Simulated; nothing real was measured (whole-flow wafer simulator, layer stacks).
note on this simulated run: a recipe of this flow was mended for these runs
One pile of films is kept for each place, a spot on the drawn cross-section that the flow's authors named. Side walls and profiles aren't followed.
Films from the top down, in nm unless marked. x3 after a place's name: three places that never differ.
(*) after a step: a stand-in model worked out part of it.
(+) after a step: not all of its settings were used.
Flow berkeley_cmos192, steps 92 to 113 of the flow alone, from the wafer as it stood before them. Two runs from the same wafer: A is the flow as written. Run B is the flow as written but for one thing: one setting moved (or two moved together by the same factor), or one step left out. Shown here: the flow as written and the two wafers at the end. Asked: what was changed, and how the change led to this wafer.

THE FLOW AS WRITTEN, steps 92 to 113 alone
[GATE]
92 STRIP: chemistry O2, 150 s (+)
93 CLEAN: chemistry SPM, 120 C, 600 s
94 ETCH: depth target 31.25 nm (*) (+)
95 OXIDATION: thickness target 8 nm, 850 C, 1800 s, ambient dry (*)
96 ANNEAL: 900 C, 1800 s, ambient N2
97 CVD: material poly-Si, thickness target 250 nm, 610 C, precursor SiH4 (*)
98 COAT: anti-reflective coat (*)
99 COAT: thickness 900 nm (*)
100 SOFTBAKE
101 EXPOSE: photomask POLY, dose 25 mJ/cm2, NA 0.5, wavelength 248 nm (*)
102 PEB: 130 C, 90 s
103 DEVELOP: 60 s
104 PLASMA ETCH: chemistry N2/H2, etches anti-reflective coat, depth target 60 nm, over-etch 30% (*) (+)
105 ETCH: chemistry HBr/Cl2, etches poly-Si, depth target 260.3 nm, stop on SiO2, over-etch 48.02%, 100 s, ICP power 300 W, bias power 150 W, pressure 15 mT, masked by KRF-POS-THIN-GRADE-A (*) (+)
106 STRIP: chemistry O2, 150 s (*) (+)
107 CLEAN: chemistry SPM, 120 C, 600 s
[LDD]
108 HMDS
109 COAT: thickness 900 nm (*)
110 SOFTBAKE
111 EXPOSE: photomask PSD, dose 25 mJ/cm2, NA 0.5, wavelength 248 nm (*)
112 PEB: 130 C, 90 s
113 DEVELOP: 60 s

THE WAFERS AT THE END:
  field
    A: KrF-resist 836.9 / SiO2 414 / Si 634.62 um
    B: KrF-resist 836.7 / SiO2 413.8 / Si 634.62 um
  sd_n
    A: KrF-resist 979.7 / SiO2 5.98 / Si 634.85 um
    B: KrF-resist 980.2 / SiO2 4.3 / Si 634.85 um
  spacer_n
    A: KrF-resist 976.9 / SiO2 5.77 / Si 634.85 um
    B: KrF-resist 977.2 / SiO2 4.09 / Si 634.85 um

The cause: step 95, OXIDATION: thickness target 5.12 nm was run, where the flow has thickness target 8 nm; step 95, OXIDATION: 1152 s was run, where the flow has 1800 s.

How the change led to this, step by step:
  95 OXIDATION: thickness target 8 nm, 850 C, 1800 s, ambient dry (*)
      sd_n, spacer_n, gate, sd_p, spacer_p, gate_p, contact, m1: A SiO2 +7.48 (new film), Si -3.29 | B SiO2 +5.8 (new film), Si -2.55
